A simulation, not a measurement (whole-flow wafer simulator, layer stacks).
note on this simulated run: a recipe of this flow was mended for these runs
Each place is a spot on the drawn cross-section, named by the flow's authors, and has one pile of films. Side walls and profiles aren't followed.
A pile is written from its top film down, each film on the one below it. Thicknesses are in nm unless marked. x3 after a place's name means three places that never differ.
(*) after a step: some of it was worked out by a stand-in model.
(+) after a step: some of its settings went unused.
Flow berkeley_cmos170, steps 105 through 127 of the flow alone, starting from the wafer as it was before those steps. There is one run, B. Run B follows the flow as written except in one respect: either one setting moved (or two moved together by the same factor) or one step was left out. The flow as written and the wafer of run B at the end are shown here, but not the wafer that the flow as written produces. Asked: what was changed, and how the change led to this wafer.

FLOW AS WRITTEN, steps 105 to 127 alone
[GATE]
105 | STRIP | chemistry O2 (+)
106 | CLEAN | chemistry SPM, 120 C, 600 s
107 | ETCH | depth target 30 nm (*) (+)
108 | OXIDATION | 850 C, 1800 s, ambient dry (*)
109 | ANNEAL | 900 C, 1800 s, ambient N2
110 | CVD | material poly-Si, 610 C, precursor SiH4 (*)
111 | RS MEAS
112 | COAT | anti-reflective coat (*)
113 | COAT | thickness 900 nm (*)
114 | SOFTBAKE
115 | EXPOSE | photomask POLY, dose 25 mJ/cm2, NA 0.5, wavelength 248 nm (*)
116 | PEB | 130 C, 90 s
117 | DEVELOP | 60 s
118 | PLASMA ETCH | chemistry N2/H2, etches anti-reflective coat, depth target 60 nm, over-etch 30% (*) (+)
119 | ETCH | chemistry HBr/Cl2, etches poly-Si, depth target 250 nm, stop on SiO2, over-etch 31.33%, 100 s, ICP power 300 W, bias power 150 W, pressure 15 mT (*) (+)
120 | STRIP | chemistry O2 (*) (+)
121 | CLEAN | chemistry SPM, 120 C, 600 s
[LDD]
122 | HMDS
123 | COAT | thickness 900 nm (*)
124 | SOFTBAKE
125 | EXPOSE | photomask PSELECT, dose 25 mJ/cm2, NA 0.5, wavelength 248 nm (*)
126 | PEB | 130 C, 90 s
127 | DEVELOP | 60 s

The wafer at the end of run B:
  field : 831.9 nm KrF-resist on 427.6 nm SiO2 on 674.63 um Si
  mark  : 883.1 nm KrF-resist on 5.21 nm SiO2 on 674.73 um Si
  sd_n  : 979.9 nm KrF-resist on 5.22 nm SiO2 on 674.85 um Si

Cause: step 108, OXIDATION: 1152 s was run, whereas the flow has 1800 s.

How this came from the change, step by step:
  108 | OXIDATION | 850 C, 1800 s, ambient dry (*)
      mark, sd_n, spacer_n and 9 more: SiO2 gains 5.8 (new film), Si loses 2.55 (in the flow as written it would be: SiO2 gains 7.48 (new film), Si loses 3.29)
